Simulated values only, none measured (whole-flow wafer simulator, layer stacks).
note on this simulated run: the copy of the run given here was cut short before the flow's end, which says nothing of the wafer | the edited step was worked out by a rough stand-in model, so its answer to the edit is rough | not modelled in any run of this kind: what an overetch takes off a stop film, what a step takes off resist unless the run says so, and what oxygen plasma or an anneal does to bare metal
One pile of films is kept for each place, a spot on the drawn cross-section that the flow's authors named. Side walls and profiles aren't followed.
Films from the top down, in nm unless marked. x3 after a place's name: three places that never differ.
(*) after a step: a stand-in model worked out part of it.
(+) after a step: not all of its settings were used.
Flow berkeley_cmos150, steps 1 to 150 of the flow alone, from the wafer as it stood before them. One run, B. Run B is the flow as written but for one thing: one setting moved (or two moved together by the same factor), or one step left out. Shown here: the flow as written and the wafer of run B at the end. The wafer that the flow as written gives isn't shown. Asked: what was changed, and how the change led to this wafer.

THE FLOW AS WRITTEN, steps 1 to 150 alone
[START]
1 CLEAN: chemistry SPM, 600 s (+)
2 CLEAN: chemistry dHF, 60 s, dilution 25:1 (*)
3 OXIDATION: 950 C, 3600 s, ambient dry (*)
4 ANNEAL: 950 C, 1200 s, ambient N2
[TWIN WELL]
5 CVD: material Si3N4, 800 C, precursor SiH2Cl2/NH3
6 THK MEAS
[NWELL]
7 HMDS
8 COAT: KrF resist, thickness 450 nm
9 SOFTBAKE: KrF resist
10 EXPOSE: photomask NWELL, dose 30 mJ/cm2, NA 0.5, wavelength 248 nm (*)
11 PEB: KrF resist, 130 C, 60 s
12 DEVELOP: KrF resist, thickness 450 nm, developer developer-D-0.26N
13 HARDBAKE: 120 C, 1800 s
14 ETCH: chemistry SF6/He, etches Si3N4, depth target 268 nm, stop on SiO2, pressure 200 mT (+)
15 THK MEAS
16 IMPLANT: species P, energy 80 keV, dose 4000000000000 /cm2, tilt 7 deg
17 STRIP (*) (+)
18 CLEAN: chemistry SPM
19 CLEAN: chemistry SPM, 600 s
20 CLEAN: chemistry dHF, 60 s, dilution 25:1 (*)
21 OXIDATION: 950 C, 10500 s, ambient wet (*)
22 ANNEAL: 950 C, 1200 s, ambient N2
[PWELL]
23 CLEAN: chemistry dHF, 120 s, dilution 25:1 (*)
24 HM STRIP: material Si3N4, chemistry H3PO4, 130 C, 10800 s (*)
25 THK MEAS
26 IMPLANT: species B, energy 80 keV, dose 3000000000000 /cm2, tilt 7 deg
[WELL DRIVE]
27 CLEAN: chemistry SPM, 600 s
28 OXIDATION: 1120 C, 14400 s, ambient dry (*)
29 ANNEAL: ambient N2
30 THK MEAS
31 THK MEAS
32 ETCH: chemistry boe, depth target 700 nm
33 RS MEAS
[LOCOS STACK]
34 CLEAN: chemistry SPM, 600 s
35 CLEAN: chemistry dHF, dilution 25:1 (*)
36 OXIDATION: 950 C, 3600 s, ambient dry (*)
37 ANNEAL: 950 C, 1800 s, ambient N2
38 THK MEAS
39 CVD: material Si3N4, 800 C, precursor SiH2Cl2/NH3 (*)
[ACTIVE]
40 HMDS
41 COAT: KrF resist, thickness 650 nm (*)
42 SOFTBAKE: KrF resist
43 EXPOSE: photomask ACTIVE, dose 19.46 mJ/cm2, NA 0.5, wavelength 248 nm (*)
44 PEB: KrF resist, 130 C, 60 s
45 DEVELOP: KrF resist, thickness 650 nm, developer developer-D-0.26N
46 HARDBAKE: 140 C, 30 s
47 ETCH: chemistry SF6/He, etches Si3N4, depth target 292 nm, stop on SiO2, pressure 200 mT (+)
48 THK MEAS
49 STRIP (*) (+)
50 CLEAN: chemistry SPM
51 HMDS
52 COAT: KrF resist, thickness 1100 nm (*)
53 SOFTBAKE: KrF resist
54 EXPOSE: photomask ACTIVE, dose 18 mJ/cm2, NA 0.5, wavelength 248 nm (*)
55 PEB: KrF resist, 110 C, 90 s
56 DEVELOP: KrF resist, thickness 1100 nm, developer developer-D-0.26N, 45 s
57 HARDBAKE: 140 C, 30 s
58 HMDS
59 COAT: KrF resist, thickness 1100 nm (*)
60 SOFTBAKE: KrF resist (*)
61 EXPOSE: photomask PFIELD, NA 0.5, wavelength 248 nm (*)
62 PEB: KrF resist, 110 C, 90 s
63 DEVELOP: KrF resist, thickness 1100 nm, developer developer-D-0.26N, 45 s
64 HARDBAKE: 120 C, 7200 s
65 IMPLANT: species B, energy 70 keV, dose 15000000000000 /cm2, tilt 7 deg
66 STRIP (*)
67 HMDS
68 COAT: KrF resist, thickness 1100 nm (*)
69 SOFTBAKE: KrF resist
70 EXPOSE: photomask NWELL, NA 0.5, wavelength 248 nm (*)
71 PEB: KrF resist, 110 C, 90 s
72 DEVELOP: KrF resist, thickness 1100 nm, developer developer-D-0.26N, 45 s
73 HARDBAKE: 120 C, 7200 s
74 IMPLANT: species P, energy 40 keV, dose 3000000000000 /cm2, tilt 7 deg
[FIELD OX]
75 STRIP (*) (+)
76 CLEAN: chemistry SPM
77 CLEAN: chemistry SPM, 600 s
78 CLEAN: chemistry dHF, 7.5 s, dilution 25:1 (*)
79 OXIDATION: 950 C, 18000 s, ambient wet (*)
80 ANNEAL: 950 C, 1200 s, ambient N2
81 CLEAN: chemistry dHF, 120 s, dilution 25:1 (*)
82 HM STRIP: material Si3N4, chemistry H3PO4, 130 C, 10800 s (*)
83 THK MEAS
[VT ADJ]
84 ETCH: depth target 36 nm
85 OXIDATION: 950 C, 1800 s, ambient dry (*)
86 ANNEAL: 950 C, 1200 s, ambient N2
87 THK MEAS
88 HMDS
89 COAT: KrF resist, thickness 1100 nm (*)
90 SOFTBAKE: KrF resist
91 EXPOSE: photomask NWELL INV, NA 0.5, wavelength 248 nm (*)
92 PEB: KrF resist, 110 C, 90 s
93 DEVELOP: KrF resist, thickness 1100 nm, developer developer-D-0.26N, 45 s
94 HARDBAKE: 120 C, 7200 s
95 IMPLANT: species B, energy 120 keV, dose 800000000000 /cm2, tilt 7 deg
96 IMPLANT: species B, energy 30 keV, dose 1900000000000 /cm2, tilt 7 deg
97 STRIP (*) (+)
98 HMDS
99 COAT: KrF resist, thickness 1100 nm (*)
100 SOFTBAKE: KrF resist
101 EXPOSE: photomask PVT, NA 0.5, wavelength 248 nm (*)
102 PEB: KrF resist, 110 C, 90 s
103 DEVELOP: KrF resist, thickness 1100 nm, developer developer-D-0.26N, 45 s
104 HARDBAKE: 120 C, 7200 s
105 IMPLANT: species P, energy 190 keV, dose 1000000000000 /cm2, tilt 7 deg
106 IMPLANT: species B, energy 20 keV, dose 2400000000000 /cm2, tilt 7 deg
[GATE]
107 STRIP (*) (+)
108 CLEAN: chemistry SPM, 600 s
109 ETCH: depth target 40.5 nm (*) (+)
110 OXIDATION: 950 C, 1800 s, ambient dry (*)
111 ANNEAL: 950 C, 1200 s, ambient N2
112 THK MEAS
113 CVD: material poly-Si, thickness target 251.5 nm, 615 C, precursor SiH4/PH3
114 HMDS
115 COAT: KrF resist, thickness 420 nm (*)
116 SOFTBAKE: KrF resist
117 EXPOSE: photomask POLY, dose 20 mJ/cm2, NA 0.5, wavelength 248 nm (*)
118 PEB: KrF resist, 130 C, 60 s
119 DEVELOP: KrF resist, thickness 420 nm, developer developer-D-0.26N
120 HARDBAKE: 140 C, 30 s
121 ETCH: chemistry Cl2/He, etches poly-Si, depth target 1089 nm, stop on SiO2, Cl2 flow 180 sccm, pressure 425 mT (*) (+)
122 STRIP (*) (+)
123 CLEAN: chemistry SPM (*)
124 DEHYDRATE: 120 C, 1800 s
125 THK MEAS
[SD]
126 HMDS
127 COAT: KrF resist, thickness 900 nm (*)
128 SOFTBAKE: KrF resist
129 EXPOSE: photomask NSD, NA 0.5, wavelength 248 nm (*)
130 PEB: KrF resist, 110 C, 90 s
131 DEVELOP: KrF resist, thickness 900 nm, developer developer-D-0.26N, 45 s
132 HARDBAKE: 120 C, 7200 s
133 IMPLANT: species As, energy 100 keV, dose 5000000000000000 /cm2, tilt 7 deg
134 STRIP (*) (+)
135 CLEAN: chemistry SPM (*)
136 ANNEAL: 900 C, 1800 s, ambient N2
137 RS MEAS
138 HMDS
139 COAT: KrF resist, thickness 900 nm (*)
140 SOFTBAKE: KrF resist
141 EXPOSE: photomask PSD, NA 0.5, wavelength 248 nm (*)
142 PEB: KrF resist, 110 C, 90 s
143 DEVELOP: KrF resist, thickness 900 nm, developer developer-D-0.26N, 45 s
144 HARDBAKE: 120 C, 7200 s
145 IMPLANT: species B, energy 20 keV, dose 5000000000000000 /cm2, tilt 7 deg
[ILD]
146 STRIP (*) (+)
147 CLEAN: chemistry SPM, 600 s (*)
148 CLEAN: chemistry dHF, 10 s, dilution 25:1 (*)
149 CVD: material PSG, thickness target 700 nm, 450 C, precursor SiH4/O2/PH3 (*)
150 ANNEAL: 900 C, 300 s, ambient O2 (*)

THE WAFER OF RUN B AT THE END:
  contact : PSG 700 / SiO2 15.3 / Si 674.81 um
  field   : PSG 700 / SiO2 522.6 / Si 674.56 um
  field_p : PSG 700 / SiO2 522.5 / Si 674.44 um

The cause: step 28, OXIDATION: 1176 C was run, where the flow has 1120 C.

How the change led to this, step by step:
  28 OXIDATION: 1120 C, 14400 s, ambient dry (*)
      field, sd_n, gate_n, contact, m1: SiO2 +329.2, Si -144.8 (as written it would be: SiO2 +261.5, Si -115.1)
      field_p, sd_p, gate_p: SiO2 +138.7, Si -61 (as written it would be: SiO2 +103.6, Si -45.6)
  32 ETCH: chemistry boe, depth target 700 nm
      field, sd_n, gate_n, contact, m1: SiO2 -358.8 (all of it) (as written it would be: SiO2 -291.1 (all of it))
      field_p, sd_p, gate_p: SiO2 -590.6 (all of it) (as written it would be: SiO2 -555.5 (all of it))
  41 COAT: KrF resist, thickness 650 nm (*)
      field: KrF resist +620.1 (new film) (as written it would be: KrF resist +646.4 (new film))
  45 DEVELOP: KrF resist, thickness 650 nm, developer developer-D-0.26N
      field: KrF resist -619.1 (all of it) (as written it would be: KrF resist -645.4 (all of it))
